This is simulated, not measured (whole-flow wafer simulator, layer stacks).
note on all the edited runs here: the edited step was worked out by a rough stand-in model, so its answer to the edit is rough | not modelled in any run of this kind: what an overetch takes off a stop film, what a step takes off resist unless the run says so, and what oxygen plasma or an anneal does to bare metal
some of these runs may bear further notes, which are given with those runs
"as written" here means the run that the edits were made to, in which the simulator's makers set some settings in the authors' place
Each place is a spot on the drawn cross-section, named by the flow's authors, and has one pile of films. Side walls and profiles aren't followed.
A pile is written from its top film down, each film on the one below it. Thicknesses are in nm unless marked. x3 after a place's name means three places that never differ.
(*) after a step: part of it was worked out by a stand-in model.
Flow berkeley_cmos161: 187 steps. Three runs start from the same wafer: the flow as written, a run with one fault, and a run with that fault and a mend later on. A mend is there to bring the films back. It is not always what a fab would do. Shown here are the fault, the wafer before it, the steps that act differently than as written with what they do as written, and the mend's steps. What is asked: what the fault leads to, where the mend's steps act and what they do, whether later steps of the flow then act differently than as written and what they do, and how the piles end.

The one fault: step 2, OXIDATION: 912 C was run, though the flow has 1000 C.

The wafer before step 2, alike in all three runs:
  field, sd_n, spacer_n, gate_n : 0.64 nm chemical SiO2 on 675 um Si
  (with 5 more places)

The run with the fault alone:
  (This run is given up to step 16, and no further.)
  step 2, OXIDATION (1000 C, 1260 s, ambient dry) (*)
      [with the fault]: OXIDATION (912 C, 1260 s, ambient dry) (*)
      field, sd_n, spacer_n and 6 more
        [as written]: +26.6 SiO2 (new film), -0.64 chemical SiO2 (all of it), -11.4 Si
        [with the fault]: +11.4 SiO2 (new film), -0.64 chemical SiO2 (all of it), -4.74 Si
  None of the later steps of the flow up to step 16 acts differently than as written at any place that is followed.
  The piles after step 16 differ from the flow's at field, sd_n, spacer_n and 6 more by more than 2% or 0.5 nm, whichever is larger.
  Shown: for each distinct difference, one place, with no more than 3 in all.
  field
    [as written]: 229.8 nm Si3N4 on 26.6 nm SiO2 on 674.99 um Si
    [with the fault]: 229.8 nm Si3N4 on 11.4 nm SiO2 on 675 um Si
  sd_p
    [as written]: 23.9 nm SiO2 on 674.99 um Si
    [with the fault]: 8.63 nm SiO2 on 675 um Si

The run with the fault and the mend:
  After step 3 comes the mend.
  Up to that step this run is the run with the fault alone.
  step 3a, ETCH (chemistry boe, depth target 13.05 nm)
      field, sd_n, spacer_n and 6 more
        -11.4 SiO2 (all of it)
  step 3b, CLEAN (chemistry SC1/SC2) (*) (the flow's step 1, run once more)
      field, sd_n, spacer_n and 6 more
        +0.6 chemical SiO2 (new film), -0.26 Si
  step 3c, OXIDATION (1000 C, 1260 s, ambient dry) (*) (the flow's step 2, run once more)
      field, sd_n, spacer_n and 6 more
        +26.6 SiO2 (new film), -0.6 chemical SiO2 (all of it), -11.5 Si
  None of the later steps of the flow acts differently than as written at any place that is followed.
  At the end the piles are close to the flow's at the places that both follow, differing by at most 2% or 0.5 nm, whichever is larger.
